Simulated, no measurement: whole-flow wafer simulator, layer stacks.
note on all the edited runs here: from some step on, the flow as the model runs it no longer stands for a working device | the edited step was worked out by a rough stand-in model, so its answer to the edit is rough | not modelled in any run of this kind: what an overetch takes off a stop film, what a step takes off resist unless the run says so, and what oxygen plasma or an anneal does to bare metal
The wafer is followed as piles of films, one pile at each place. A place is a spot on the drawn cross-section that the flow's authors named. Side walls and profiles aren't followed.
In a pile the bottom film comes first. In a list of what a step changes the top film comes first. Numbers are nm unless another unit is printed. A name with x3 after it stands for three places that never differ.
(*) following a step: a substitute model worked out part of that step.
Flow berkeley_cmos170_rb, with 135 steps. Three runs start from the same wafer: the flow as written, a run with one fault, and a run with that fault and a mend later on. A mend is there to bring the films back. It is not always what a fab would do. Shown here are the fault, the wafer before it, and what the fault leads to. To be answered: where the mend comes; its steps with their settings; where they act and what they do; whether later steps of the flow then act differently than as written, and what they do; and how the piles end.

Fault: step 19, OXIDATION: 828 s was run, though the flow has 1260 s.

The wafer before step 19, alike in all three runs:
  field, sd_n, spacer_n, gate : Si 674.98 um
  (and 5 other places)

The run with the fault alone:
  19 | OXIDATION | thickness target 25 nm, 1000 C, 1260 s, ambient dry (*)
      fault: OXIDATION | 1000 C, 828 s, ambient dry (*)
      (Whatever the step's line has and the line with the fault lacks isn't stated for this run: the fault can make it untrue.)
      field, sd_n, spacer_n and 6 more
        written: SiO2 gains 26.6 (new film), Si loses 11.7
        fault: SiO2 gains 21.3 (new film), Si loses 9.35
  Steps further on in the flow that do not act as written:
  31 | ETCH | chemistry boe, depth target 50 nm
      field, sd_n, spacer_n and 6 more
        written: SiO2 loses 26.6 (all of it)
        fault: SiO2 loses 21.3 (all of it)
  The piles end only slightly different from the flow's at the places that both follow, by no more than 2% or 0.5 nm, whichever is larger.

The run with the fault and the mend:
  The mend follows step 20.
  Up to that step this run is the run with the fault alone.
  20a | OXIDATION | 1000 C, 353 s, ambient dry (*) (the flow's step 19, run once more with other settings)
      field, sd_n, spacer_n and 6 more
        SiO2 gains 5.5, Si loses 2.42
  Every later step of the flow that is run acts as written, at every place that is followed, to within 2% or 0.5 nm, whichever is larger.
  The piles end only slightly different from the flow's at the places that both follow, by no more than 2% or 0.5 nm, whichever is larger.
